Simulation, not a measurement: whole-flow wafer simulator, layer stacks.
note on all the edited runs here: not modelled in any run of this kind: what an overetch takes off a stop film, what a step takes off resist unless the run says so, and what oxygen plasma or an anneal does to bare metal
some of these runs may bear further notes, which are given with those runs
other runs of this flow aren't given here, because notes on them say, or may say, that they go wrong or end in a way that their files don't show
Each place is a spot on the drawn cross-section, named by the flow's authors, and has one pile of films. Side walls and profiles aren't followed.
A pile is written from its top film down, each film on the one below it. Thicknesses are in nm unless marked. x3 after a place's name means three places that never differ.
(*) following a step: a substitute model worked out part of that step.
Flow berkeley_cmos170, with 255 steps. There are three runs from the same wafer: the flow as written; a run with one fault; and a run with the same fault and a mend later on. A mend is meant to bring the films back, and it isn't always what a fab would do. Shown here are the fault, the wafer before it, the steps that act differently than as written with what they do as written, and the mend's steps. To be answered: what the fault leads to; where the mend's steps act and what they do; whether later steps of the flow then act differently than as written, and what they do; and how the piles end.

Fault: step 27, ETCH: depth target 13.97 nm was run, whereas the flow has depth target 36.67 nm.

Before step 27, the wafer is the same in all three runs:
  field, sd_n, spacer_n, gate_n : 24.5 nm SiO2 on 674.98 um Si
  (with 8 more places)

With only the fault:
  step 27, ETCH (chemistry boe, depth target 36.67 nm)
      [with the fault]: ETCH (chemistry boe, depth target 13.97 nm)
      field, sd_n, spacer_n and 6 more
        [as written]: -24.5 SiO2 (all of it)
        [with the fault]: -14 SiO2
  Steps later in the flow that act otherwise than as written (not shown: 42 more steps that differ only slightly, by at most 2% or 0.5 nm, whichever is larger):
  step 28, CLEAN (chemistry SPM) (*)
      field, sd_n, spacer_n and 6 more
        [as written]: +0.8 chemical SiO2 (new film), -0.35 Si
        [with the fault]: nothing
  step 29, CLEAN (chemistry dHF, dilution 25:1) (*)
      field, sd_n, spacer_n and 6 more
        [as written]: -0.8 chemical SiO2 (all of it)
        [with the fault]: -10.5 SiO2 (all of it)
  At the end the piles are close to the flow's at the places that both follow, differing by at most 2% or 0.5 nm, whichever is larger.

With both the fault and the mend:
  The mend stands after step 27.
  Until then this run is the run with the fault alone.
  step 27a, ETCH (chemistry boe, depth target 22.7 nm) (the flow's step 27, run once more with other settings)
      field, sd_n, spacer_n and 6 more
        -10.5 SiO2 (all of it)
  Later steps of the flow that are run all act as written at every place that is followed.
  By the end, the piles equal the flow's at every place that both follow.
